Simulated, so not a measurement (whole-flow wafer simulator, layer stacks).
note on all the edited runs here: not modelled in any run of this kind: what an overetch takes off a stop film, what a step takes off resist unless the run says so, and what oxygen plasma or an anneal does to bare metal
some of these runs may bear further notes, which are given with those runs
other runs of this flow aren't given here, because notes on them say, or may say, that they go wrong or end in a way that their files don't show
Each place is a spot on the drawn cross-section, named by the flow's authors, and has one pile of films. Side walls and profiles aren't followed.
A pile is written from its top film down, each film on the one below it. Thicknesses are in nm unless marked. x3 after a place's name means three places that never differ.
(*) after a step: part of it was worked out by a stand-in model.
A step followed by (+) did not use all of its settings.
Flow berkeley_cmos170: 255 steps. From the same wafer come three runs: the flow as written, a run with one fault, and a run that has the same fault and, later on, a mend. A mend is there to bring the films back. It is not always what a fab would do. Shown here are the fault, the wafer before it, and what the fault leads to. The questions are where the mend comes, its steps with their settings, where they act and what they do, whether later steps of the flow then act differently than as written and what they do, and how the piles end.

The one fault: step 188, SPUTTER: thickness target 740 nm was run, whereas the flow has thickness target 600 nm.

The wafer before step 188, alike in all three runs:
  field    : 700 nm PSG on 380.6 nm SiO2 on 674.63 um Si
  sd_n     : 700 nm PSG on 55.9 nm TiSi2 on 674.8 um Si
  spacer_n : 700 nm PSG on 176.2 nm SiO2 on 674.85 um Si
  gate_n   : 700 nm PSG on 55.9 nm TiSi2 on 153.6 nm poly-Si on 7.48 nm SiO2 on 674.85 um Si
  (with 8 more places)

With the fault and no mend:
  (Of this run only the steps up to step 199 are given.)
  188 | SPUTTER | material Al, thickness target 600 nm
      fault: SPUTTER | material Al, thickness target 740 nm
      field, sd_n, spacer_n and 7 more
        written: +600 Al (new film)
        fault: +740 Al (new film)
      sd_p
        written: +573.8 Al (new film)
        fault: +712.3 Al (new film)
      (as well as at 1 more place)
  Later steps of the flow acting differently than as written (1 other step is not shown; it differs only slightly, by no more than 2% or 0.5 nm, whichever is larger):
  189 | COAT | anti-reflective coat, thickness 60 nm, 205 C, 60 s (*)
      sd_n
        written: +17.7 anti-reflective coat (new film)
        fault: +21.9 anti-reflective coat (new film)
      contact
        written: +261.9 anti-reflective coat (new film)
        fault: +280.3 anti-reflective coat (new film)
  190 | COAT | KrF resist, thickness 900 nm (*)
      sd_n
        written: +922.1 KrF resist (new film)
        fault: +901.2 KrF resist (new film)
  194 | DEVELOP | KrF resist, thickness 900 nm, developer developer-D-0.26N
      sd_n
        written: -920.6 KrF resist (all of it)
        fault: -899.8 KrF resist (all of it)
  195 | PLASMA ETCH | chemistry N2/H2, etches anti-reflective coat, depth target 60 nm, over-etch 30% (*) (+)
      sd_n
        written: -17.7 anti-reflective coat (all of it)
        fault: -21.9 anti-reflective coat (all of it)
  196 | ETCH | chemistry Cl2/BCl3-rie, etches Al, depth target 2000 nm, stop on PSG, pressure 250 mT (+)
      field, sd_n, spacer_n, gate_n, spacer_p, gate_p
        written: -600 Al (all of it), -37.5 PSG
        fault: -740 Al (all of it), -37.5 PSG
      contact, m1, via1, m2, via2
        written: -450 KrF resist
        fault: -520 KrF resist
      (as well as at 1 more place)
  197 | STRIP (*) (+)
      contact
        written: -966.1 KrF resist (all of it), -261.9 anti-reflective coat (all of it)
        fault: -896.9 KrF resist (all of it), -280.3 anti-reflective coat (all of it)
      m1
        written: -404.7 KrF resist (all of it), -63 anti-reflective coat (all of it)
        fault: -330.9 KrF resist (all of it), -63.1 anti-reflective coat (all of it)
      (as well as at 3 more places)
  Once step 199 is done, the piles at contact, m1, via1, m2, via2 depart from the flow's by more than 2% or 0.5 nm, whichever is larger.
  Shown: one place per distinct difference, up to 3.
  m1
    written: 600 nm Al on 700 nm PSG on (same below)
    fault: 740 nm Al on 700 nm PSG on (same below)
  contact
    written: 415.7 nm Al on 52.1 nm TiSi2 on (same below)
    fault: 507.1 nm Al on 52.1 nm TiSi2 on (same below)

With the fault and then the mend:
  The mend follows step 188.
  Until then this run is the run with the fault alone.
  188a | ETCH | chemistry al pan, depth target 851.1 nm
      field, sd_n, spacer_n and 7 more
        -740 Al (all of it)
      sd_p
        -712.3 Al (all of it)
      contact
        -507.1 Al (all of it)
  188b | SPUTTER | material Al, thickness target 600 nm (a further turn of the flow's step 188)
      field, sd_n, spacer_n and 7 more
        +600 Al (new film)
      sd_p
        +573.8 Al (new film)
      contact
        +415.7 Al (new film)
  Later steps of the flow that are run all act as written at every place that is followed.
  The piles end the same as the flow's at every place that both follow.
